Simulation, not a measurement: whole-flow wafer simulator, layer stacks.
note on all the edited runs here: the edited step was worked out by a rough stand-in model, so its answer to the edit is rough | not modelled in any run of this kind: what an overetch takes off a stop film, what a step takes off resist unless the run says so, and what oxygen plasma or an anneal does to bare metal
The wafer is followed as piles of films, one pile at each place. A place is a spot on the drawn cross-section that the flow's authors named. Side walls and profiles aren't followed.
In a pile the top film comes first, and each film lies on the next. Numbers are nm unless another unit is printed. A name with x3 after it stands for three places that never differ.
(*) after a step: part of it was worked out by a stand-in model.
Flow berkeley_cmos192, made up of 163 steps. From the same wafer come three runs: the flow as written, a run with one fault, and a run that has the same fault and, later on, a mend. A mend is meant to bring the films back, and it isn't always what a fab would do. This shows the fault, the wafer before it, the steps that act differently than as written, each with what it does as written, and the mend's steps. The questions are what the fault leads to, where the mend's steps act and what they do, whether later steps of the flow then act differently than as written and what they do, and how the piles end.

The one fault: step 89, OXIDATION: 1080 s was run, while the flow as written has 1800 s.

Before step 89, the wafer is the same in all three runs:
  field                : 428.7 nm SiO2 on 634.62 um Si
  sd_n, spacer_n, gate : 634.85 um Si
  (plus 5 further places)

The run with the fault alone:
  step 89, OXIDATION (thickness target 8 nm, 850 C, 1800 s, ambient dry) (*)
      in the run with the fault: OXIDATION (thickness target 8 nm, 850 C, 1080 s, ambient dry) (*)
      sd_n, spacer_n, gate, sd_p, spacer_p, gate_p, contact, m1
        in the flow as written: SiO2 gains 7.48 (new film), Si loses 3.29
        in the run with the fault: SiO2 gains 5.6 (new film), Si loses 2.47
  Every later step of the flow that is run acts as written, at every place that is followed, to within 2% or 0.5 nm, whichever is larger.
  By the end, the piles at gate, gate_p depart from the flow's by more than 2% or 0.5 nm, whichever is larger.
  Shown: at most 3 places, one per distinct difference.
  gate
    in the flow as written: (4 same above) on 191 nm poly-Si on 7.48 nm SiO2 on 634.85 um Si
    in the run with the fault: (4 same above) on 191 nm poly-Si on 5.6 nm SiO2 on 634.85 um Si

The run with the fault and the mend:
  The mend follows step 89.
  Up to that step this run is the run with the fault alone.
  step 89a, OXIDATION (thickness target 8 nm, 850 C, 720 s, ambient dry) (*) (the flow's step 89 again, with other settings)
      sd_n, spacer_n, gate, sd_p, spacer_p, gate_p, contact, m1
        SiO2 gains 1.88, Si loses 0.83
      field
        SiO2 gains 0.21, Si loses 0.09
  Every later step of the flow that is run acts as written at every place that is followed.
  By the end, the piles equal the flow's at every place that both follow.
